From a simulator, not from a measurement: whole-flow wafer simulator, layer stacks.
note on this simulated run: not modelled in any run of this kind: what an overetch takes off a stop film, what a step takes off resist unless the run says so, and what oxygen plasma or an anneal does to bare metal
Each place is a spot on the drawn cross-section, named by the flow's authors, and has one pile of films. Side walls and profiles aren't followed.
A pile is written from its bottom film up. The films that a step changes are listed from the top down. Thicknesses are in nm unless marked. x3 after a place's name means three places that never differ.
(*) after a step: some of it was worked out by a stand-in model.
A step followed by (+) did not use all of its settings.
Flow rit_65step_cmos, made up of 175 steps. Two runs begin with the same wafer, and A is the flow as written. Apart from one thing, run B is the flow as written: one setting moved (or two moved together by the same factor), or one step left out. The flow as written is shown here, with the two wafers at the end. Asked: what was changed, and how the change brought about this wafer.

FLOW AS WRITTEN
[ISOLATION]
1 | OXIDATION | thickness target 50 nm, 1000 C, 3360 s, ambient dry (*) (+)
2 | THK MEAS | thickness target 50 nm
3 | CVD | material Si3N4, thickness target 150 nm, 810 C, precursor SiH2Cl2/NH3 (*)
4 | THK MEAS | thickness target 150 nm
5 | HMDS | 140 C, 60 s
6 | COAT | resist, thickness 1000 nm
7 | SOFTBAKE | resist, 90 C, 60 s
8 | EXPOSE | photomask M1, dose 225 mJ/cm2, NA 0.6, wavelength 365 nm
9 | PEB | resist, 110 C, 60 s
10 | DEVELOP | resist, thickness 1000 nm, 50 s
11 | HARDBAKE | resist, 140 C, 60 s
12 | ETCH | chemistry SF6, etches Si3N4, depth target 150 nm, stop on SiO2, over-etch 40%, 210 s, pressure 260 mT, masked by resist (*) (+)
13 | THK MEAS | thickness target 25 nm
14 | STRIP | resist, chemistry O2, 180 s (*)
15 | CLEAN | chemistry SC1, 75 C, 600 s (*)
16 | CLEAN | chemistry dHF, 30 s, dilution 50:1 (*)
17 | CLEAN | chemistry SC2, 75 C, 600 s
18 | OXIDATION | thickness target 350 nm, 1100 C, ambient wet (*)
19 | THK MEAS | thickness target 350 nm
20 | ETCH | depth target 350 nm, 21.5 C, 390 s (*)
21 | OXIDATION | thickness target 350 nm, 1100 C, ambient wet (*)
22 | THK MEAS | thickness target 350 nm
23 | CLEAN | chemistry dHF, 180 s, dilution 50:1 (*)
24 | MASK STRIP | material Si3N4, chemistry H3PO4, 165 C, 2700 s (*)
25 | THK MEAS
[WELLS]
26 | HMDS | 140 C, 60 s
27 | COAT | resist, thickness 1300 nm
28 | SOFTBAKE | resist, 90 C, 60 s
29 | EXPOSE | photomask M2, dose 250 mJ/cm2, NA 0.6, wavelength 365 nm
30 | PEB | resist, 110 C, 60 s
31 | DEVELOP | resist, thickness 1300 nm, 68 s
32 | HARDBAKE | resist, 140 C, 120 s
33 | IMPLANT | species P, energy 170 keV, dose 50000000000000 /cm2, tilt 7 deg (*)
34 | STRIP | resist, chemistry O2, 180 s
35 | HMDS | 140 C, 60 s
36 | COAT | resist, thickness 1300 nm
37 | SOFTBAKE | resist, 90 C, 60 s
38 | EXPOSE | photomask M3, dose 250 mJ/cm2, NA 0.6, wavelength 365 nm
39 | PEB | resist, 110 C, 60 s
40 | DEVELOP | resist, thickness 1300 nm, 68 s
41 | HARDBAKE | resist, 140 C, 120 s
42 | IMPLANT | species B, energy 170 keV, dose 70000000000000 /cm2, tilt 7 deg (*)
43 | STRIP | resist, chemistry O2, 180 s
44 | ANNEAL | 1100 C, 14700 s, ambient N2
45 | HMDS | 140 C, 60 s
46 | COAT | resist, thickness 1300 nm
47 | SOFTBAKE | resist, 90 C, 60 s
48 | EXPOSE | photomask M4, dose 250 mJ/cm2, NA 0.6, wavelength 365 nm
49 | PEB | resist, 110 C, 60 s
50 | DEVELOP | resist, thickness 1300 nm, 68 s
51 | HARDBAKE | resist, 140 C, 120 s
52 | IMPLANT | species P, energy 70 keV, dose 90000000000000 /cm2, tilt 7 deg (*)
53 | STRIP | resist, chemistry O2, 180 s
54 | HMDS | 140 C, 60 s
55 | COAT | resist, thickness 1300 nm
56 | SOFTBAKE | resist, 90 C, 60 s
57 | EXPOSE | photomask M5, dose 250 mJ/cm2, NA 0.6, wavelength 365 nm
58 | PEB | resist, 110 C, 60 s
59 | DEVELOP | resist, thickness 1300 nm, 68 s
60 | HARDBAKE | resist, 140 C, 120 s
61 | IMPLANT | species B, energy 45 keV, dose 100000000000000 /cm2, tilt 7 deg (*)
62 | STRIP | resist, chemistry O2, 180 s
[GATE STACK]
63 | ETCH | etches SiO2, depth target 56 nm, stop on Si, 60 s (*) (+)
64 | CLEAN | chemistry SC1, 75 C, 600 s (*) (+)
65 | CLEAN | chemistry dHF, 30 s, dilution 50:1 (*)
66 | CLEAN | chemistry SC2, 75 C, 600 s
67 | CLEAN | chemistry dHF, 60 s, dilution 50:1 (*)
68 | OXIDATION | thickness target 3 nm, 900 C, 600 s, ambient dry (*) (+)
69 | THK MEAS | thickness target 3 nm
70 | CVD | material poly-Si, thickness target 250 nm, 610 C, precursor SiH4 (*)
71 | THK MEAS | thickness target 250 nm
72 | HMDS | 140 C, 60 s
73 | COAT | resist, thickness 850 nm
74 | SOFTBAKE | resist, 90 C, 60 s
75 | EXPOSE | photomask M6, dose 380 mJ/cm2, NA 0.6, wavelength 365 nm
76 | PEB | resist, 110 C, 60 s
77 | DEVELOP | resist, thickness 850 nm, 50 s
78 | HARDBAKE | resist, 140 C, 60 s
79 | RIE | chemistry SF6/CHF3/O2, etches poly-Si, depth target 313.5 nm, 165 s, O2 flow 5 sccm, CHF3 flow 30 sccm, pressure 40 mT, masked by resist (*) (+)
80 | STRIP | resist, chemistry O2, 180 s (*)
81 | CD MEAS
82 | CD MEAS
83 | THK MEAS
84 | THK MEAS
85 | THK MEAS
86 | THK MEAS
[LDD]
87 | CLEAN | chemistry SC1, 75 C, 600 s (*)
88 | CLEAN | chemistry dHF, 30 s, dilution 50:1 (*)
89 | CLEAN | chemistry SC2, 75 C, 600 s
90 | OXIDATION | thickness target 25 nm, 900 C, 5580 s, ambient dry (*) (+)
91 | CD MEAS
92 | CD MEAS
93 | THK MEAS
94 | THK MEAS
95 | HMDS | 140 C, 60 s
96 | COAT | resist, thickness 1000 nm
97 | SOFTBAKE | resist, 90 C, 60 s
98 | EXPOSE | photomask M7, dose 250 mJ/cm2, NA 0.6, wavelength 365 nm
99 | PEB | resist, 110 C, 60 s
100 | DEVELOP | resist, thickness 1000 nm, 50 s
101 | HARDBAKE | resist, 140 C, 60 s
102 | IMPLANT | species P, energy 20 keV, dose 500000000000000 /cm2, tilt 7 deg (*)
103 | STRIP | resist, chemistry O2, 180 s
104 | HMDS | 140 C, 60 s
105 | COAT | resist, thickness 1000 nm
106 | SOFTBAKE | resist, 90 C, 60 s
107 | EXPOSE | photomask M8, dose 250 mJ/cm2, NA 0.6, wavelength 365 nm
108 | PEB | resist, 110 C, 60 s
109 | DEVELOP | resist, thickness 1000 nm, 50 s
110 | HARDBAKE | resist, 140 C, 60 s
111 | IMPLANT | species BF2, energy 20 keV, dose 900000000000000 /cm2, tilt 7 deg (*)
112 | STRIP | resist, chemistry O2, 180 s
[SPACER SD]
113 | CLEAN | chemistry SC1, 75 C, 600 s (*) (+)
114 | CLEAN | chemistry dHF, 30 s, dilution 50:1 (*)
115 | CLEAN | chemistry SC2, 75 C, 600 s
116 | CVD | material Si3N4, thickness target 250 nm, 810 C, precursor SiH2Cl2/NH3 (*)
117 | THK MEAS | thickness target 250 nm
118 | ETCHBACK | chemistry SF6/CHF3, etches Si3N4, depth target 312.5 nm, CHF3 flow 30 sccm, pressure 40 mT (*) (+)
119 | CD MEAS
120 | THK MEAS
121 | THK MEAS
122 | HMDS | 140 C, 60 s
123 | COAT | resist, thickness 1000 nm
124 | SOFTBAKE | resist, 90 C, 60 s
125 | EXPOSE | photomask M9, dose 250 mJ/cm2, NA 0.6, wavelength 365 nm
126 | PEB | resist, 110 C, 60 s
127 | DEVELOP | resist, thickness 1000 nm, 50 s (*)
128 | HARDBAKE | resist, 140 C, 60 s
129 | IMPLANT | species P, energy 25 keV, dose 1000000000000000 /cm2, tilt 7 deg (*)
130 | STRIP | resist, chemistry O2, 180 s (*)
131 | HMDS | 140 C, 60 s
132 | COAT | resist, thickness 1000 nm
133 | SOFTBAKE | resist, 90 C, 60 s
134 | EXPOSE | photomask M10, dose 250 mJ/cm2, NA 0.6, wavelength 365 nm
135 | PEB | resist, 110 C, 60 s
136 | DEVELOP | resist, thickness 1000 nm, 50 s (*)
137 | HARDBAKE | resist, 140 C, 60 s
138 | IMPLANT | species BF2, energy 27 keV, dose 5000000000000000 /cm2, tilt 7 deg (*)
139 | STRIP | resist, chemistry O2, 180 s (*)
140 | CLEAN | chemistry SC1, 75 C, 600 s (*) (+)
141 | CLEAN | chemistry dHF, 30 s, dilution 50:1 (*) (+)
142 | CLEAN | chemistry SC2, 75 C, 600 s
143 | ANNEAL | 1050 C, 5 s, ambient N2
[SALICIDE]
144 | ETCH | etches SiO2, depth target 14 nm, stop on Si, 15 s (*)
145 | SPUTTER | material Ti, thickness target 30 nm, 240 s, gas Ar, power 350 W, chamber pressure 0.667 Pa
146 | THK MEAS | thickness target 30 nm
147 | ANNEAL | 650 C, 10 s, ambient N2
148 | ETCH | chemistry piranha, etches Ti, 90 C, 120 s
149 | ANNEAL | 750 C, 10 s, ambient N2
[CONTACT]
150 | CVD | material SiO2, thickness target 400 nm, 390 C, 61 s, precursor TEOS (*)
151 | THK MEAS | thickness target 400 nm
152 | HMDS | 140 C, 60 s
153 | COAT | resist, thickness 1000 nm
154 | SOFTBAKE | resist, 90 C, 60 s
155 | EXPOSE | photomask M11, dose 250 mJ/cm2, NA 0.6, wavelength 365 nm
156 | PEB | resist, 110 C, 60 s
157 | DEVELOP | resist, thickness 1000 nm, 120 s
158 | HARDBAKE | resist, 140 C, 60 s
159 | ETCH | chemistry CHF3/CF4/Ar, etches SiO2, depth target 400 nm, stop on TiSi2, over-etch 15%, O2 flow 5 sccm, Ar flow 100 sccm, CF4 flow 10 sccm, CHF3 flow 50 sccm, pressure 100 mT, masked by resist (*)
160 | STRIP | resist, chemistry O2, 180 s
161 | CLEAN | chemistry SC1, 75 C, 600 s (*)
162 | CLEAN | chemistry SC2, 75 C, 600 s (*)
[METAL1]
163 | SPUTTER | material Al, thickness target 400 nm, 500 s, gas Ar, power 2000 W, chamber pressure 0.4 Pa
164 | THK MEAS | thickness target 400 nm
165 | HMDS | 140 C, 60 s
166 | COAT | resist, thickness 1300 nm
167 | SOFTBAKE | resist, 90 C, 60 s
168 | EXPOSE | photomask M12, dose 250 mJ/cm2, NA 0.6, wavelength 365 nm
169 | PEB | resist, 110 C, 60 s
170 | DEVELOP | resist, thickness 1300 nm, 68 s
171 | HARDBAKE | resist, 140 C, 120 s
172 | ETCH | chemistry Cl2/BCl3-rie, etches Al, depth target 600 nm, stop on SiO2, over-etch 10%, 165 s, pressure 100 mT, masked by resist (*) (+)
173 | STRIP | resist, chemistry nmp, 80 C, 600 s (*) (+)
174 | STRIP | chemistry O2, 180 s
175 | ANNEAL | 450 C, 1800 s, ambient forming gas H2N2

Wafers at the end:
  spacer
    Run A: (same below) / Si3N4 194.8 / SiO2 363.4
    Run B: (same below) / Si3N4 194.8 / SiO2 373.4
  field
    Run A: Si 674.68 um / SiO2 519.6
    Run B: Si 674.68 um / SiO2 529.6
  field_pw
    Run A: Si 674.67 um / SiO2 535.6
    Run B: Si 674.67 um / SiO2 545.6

Cause: step 163, SPUTTER: 600 s was run, while the flow as written has 500 s.

How this came from the change, step by step:
  163 | SPUTTER | material Al, thickness target 400 nm, 500 s, gas Ar, power 2000 W, chamber pressure 0.4 Pa
      field, field_pw, field_p, spacer, spacer_p: A Al gains 400 (new film) | B Al gains 480 (new film)
      gate_n, gate_p: A Al gains 396 (new film) | B Al gains 470.6 (new film)
      (and at 1 other place as well)
  172 | ETCH | chemistry Cl2/BCl3-rie, etches Al, depth target 600 nm, stop on SiO2, over-etch 10%, 165 s, pressure 100 mT, masked by resist (*) (+)
      field, field_pw, field_p, spacer, spacer_p: A Al loses 400 (all of it), SiO2 loses 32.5 | B Al loses 480 (all of it), SiO2 loses 22.5
      gate_n, gate_p: A Al loses 396 (all of it), SiO2 loses 33 | B Al loses 470.6 (all of it), SiO2 loses 23.7
      (and at 1 other place as well)
